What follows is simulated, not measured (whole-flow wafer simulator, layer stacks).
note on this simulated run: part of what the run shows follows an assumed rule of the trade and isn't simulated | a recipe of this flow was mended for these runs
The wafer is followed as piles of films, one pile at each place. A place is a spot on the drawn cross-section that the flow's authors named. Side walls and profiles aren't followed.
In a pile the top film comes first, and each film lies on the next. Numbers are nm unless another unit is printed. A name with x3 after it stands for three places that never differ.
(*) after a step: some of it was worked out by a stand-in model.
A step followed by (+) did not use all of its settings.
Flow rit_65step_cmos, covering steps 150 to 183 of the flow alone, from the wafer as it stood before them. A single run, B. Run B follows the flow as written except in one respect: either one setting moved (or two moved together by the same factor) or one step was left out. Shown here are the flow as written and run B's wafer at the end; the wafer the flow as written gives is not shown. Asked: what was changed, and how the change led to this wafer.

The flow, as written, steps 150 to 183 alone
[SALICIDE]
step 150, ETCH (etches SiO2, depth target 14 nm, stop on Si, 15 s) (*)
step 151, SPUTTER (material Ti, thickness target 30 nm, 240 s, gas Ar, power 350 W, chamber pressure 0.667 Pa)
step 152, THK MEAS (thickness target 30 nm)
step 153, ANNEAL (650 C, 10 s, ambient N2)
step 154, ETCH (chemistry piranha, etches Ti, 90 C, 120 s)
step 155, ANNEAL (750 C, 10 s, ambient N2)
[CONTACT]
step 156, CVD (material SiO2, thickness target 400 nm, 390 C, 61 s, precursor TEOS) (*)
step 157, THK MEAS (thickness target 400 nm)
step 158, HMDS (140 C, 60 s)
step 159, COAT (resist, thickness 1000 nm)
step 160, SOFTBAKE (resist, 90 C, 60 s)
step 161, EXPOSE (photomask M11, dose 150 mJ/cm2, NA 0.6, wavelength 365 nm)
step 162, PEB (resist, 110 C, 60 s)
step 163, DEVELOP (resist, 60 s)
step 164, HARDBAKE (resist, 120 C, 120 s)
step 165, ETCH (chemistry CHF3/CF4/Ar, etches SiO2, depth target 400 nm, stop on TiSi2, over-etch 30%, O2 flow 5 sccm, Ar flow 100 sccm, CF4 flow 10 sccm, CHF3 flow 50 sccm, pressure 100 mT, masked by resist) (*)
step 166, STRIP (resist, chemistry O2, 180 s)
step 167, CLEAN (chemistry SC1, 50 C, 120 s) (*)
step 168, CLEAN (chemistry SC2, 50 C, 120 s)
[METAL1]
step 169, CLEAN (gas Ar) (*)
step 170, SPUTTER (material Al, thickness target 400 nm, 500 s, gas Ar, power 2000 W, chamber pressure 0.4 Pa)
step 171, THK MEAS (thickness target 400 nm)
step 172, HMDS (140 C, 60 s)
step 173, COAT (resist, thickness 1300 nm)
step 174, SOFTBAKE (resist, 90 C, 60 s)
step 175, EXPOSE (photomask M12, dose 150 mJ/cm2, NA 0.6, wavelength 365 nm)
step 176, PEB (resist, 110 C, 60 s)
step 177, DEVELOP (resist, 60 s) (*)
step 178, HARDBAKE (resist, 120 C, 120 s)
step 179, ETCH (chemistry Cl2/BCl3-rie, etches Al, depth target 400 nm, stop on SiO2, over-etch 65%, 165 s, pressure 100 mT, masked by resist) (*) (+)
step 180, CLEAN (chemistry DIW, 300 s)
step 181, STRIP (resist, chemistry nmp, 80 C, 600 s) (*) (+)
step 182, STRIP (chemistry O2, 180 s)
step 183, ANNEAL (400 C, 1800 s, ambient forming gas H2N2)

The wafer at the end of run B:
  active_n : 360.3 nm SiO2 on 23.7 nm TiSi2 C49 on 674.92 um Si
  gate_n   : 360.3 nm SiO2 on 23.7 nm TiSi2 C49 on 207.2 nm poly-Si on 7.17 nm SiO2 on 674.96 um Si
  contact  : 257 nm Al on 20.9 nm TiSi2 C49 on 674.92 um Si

Cause: step 151, SPUTTER: thickness target 12 nm was run, while the flow as written has thickness target 30 nm; step 151, SPUTTER: 96 s was run, where the flow has 240 s.

The path from the change to this, step by step:
  step 151, SPUTTER (material Ti, thickness target 30 nm, 240 s, gas Ar, power 350 W, chamber pressure 0.667 Pa)
      field, field_pw, field_nw and 11 more: +12 Ti (new film) (in the flow as written it would be: +30 Ti (new film))
  step 153, ANNEAL (650 C, 10 s, ambient N2)
      active_n, active_p, sd_n, sd_p, contact, m1: -9.36 Ti, +23.8 TiSi2 C49 (new film), -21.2 Si (in the flow as written it would be: -23.4 Ti, +15 TiSi first (new film), +37.2 TiSi2 C49 (new film), -43.1 Si)
      gate_n, gate_p: -9.36 Ti, +23.8 TiSi2 C49 (new film), -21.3 poly-Si (in the flow as written it would be: -23.4 Ti, +15 TiSi first (new film), +37.2 TiSi2 C49 (new film), -43.3 poly-Si)
  step 154, ETCH (chemistry piranha, etches Ti, 90 C, 120 s)
      active_n, active_p, gate_n, gate_p, sd_n, sd_p, contact, m1: -2.64 Ti (all of it), -0.11 TiSi2 C49 (in the flow as written it would be: -6.6 Ti (all of it), -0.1 TiSi first)
      field, field_pw, field_nw, field_p, spacer, spacer_p: -12 Ti (all of it) (in the flow as written it would be: -30 Ti (all of it))
  step 155, ANNEAL (750 C, 10 s, ambient N2)
      active_n, active_p, sd_n, sd_p, contact, m1: nothing (in the flow as written it would be: +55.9 TiSi2 (new film), -14.9 TiSi first (all of it), -37.2 TiSi2 C49 (all of it), -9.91 Si)
      gate_n, gate_p: nothing (in the flow as written it would be: +55.9 TiSi2 (new film), -14.9 TiSi first (all of it), -37.2 TiSi2 C49 (all of it), -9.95 poly-Si)
  step 165, ETCH (chemistry CHF3/CF4/Ar, etches SiO2, depth target 400 nm, stop on TiSi2, over-etch 30%, O2 flow 5 sccm, Ar flow 100 sccm, CF4 flow 10 sccm, CHF3 flow 50 sccm, pressure 100 mT, masked by resist) (*)
      contact: -400 SiO2 (all of it) (in the flow as written it would be: -400 SiO2 (all of it), -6 TiSi2)
  step 169, CLEAN (gas Ar) (*)
      contact: -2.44 TiSi2 C49 (in the flow as written it would be: -2.31 TiSi2)
